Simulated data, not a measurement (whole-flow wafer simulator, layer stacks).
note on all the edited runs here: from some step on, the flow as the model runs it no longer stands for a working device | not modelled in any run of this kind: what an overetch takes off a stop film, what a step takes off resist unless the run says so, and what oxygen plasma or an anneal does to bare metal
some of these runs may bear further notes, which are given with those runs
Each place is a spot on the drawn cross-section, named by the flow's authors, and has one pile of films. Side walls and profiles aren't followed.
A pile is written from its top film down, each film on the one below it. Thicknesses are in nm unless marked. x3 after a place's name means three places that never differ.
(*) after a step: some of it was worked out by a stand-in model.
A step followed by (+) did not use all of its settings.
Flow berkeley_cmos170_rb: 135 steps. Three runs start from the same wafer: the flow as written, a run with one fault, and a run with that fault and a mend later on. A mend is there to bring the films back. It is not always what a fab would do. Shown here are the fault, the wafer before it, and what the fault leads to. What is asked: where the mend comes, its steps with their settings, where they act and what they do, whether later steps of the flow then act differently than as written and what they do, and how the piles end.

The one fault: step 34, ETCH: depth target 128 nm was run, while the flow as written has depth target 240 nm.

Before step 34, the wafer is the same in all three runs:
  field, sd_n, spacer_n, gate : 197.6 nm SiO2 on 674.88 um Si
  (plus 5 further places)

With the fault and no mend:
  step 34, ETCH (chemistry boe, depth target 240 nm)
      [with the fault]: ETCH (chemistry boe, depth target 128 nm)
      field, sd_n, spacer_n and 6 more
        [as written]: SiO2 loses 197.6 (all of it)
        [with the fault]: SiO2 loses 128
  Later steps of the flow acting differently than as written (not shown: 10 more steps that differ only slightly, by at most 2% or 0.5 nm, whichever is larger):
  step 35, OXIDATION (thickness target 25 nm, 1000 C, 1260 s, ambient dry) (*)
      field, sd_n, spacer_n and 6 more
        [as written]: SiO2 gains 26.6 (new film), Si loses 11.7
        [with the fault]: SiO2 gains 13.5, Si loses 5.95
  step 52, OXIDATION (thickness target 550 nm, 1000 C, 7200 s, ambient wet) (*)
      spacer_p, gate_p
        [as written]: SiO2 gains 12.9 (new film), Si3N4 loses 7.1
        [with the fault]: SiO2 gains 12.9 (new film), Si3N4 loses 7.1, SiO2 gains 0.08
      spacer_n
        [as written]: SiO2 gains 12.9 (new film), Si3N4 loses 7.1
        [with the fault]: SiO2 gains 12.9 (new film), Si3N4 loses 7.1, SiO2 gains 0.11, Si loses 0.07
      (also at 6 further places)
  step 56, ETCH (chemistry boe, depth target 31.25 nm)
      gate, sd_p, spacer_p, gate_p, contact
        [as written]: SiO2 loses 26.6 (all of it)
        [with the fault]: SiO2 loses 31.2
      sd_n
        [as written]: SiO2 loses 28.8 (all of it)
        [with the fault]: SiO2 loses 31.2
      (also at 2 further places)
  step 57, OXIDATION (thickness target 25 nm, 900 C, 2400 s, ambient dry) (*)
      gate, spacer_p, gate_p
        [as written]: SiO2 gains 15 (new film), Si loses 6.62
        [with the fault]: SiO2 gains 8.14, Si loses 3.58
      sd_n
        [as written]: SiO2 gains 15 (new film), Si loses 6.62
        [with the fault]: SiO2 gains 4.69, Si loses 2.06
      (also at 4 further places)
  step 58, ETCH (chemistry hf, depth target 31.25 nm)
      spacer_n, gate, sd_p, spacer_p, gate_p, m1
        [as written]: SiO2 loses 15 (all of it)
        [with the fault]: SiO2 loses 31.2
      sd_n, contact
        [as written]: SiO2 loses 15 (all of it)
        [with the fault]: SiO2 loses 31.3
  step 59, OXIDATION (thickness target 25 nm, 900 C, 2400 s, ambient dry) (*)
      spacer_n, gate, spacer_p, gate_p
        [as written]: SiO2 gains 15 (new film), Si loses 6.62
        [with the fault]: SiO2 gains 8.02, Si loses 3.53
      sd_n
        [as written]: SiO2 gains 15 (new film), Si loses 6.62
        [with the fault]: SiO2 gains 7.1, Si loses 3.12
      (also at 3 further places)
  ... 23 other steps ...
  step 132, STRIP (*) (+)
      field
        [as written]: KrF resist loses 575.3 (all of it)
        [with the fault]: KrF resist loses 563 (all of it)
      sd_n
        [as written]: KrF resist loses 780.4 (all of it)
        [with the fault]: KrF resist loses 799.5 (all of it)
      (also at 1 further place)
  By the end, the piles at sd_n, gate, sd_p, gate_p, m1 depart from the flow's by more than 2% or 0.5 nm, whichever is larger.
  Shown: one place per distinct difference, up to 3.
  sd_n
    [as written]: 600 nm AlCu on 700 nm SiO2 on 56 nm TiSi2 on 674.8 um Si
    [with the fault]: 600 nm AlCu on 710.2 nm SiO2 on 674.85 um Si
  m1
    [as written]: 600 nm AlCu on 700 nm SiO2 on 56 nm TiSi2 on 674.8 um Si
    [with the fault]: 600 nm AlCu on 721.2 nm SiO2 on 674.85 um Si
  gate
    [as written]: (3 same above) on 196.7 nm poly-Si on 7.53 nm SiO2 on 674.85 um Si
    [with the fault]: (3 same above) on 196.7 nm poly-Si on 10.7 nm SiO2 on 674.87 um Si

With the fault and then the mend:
  The mend stands after step 34.
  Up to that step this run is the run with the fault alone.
  step 34a, ETCH (chemistry boe, depth target 112 nm) (the flow's step 34 again, with other settings)
      field, sd_n, spacer_n and 6 more
        SiO2 loses 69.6 (all of it)
  None of the later steps of the flow acts differently than as written at any place that is followed.
  At every place that both follow, the piles at the end match the flow's.
